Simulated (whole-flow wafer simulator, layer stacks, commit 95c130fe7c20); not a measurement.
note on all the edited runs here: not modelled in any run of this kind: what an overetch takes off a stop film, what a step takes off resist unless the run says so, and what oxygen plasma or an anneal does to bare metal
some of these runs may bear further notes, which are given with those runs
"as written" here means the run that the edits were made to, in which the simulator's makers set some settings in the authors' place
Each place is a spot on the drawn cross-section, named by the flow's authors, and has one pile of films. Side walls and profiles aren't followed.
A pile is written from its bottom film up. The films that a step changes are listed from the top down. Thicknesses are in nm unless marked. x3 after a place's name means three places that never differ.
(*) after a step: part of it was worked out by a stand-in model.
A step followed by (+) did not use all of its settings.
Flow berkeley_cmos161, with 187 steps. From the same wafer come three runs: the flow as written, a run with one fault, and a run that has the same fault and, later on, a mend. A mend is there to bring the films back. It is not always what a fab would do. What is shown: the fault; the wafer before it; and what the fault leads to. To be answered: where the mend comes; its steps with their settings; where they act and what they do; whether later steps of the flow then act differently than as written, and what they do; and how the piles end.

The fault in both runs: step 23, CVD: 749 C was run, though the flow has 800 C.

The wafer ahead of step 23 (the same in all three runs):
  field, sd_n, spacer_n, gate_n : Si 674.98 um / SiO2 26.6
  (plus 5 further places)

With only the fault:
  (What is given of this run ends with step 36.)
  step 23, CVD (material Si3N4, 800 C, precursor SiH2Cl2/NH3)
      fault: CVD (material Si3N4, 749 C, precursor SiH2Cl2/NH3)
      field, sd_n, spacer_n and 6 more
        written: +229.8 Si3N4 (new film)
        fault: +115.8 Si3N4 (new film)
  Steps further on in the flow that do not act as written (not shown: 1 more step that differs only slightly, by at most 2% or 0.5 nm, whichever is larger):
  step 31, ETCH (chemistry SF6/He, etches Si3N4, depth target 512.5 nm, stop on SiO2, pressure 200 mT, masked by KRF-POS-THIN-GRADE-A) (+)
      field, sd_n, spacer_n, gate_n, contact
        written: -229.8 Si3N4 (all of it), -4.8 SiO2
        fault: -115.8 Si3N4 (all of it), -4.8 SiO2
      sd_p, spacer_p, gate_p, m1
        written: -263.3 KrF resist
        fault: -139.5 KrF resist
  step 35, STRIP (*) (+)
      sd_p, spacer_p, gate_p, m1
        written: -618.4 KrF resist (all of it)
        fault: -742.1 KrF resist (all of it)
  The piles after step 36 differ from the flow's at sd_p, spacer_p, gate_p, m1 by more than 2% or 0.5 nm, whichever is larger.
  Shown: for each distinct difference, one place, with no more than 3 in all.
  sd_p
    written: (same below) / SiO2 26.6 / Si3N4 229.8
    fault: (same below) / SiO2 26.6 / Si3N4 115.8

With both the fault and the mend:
  The mend stands after step 23.
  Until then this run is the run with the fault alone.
  step 23a, ETCH (chemistry h3po4, depth target 133.2 nm)
      field, sd_n, spacer_n and 6 more
        -115.8 Si3N4 (all of it)
  step 23b, CLEAN (chemistry SPM) (the flow's step 16, run once more)
      leaves every film unchanged at each place that is followed
  step 23c, CVD (material Si3N4, 800 C, precursor SiH2Cl2/NH3) (the flow's step 23, run once more)
      field, sd_n, spacer_n and 6 more
        +229.8 Si3N4 (new film)
  Every later step of the flow that is run acts as written at every place that is followed.
  By the end, the piles equal the flow's at every place that both follow.
